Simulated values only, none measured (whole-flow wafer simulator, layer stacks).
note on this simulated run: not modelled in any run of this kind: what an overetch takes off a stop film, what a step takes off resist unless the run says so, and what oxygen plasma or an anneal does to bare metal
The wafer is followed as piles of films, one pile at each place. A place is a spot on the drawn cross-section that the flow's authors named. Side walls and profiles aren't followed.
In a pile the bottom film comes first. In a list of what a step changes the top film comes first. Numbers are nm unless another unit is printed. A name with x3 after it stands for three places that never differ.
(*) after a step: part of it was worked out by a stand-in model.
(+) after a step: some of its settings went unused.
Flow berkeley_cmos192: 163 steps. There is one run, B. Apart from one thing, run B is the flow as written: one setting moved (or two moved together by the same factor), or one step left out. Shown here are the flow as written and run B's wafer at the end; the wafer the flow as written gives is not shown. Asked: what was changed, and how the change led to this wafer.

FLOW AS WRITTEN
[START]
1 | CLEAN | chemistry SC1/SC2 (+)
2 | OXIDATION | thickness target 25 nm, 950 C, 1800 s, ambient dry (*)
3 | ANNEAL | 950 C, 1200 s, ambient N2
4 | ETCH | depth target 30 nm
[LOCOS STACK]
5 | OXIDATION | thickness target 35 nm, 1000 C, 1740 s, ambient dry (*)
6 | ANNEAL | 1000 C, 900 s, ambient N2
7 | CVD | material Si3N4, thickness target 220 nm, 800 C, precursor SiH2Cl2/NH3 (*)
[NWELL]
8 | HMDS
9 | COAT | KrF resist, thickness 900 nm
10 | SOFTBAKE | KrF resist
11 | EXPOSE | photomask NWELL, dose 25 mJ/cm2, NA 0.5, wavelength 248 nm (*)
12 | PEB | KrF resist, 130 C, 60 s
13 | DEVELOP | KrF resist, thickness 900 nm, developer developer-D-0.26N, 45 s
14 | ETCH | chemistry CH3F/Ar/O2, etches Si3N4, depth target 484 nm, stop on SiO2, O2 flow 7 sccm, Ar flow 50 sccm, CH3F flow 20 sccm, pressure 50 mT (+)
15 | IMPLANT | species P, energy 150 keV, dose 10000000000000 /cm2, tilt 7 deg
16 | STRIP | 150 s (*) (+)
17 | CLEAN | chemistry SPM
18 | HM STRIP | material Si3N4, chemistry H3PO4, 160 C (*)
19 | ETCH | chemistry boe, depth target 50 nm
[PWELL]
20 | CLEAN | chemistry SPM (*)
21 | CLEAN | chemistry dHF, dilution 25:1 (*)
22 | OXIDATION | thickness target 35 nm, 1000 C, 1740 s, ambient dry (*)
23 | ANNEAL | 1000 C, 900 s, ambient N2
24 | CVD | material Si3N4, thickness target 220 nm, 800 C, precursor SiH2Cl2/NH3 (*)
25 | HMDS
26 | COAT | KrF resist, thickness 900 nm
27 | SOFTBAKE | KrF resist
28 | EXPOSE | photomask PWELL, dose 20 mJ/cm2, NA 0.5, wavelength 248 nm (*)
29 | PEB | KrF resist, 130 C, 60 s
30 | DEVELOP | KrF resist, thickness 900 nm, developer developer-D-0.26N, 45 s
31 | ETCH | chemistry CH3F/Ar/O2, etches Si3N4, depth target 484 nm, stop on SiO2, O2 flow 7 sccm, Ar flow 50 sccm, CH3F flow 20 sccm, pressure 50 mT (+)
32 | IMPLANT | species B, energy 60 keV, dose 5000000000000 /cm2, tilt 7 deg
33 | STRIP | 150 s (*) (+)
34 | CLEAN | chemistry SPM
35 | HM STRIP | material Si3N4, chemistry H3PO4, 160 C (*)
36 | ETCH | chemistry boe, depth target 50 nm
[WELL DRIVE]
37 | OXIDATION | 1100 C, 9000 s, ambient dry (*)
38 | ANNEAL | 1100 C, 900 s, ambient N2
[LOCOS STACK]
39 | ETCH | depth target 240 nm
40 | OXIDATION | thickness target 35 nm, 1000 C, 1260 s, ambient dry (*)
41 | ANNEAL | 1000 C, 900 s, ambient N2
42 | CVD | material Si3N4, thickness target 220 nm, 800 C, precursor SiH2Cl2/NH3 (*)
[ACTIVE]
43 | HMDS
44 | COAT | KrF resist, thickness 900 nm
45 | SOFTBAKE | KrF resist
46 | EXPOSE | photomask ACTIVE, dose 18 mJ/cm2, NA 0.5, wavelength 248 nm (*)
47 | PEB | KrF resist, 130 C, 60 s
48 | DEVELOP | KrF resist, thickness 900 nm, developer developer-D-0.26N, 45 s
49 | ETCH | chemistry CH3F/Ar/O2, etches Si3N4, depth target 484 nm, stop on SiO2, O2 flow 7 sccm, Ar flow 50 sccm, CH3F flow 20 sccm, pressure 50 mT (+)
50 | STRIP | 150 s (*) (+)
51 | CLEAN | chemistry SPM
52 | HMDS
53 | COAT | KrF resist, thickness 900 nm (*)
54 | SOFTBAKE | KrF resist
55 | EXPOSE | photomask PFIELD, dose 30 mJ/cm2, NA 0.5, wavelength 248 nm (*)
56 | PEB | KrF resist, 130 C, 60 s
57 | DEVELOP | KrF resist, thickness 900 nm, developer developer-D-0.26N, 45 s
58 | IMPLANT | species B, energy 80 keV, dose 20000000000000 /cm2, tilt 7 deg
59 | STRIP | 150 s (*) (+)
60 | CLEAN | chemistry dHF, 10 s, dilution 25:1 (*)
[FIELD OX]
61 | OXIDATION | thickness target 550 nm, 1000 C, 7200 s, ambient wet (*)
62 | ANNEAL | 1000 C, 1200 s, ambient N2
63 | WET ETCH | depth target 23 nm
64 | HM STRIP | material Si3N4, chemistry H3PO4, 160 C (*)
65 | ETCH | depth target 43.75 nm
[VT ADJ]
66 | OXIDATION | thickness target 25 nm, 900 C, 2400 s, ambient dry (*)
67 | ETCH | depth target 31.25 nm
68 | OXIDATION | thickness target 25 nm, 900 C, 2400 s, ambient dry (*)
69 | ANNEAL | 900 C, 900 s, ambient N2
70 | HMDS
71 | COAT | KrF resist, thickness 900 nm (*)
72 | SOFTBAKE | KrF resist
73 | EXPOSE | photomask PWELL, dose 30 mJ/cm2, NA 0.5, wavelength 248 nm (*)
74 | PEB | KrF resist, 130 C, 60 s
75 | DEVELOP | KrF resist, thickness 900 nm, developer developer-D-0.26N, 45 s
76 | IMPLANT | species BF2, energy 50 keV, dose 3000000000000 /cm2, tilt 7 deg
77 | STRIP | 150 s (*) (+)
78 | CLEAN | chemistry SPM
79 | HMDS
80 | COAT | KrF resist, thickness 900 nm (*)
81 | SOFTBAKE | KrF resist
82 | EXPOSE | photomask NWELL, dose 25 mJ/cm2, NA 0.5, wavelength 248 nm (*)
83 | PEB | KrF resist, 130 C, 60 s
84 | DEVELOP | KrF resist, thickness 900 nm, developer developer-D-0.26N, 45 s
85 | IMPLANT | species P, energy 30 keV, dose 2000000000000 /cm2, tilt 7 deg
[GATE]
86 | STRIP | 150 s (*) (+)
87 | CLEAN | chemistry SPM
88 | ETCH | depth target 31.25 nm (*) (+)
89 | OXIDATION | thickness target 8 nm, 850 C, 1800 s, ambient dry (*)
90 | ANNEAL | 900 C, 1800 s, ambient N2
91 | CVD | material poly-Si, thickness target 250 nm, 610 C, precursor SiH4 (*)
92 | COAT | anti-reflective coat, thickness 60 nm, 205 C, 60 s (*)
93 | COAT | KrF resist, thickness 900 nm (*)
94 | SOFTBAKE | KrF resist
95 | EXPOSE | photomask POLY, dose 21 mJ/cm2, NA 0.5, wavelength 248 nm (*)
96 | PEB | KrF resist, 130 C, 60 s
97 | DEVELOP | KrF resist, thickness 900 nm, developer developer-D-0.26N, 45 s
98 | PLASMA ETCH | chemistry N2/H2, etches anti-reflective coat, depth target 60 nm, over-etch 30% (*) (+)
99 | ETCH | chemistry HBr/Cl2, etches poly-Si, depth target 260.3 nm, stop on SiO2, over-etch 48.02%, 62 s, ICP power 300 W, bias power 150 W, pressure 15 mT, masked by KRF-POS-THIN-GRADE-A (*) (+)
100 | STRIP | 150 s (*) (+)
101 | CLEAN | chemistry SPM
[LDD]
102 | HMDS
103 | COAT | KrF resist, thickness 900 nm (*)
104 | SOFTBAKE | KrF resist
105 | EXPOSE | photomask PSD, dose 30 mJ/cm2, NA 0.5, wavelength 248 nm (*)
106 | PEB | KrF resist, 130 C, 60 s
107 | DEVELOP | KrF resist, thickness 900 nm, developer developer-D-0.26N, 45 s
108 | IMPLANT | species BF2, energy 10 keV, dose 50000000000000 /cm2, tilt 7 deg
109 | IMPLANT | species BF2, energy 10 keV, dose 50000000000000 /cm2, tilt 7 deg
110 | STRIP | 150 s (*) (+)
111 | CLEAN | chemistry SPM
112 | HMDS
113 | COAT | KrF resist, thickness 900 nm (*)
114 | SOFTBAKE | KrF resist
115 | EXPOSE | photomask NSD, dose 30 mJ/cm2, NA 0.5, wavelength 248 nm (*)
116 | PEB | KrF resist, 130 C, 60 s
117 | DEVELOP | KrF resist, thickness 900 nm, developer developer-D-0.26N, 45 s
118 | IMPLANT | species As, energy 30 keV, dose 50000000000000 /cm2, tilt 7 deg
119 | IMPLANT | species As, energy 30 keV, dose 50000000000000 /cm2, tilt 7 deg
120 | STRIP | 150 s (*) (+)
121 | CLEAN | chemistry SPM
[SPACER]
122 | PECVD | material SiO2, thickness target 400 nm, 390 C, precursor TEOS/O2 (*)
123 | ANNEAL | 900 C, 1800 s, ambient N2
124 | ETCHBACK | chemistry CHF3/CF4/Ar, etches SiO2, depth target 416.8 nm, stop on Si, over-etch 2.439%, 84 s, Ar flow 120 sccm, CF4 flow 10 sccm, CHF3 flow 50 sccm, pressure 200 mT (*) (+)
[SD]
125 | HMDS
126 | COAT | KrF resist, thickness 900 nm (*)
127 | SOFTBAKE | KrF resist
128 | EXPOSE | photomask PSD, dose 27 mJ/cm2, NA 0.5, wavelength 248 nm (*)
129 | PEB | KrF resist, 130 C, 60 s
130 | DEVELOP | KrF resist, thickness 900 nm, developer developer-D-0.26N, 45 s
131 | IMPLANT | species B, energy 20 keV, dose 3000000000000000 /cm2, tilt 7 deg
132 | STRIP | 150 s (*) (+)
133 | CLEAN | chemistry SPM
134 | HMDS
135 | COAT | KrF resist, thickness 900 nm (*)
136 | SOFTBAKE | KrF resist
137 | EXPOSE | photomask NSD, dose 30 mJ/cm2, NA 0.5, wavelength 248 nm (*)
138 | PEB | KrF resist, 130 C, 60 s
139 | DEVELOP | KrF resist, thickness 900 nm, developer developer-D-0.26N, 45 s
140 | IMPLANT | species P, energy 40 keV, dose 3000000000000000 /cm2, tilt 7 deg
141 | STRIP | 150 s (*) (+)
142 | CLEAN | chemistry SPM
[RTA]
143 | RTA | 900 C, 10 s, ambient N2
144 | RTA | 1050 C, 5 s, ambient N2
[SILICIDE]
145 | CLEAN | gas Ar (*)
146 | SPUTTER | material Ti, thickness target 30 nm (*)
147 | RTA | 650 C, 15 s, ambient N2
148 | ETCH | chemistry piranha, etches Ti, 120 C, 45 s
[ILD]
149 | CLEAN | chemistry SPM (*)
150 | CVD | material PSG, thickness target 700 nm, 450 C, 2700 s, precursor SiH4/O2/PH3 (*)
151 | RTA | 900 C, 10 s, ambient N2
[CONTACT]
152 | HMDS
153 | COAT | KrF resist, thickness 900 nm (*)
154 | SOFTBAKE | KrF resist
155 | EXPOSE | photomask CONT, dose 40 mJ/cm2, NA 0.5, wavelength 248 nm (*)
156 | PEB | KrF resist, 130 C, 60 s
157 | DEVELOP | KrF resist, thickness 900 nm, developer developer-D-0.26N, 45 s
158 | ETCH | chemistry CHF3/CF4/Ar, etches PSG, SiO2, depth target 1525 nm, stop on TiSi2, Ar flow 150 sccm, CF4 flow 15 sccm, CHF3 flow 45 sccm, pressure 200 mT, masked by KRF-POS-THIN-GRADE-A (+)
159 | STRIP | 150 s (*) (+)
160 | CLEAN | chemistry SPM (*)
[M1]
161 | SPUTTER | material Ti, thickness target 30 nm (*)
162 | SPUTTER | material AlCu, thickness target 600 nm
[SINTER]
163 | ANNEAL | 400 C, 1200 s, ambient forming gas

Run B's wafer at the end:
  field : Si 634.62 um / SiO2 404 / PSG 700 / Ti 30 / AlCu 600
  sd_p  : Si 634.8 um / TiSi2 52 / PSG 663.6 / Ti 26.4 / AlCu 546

What caused this: step 63, WET ETCH: depth target 14 nm was run, though the flow has depth target 23 nm.

How this came from the change, step by step:
  63 | WET ETCH | depth target 23 nm
      field: SiO2 loses 14 (it would be, as written: SiO2 loses 23)
  92 | COAT | anti-reflective coat, thickness 60 nm, 205 C, 60 s (*)
      sd_n: anti-reflective coat gains 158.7 (new film) (it would be, as written: anti-reflective coat gains 152.4 (new film))
      spacer_n: anti-reflective coat gains 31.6 (new film) (it would be, as written: anti-reflective coat gains 33.8 (new film))
      (and at 4 other places as well)
  98 | PLASMA ETCH | chemistry N2/H2, etches anti-reflective coat, depth target 60 nm, over-etch 30% (*) (+)
      sd_n: anti-reflective coat loses 158.7 (all of it), poly-Si loses 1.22 (it would be, as written: anti-reflective coat loses 152.4 (all of it), poly-Si loses 1.17)
      spacer_n: anti-reflective coat loses 31.6 (all of it), poly-Si loses 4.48 (it would be, as written: anti-reflective coat loses 33.8 (all of it), poly-Si loses 4.21)
      (and at 2 other places as well)
  100 | STRIP | 150 s (*) (+)
      gate: chemical SiO2 gains 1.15 (new film), KrF resist loses 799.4 (all of it), anti-reflective coat loses 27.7 (all of it), poly-Si loses 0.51 (it would be, as written: chemical SiO2 gains 1.15 (new film), KrF resist loses 791.8 (all of it), anti-reflective coat loses 30 (all of it), poly-Si loses 0.51)
      gate_p: chemical SiO2 gains 1.15 (new film), KrF resist loses 770.1 (all of it), anti-reflective coat loses 29.3 (all of it), poly-Si loses 0.51 (it would be, as written: chemical SiO2 gains 1.15 (new film), KrF resist loses 765.1 (all of it), anti-reflective coat loses 31 (all of it), poly-Si loses 0.51)
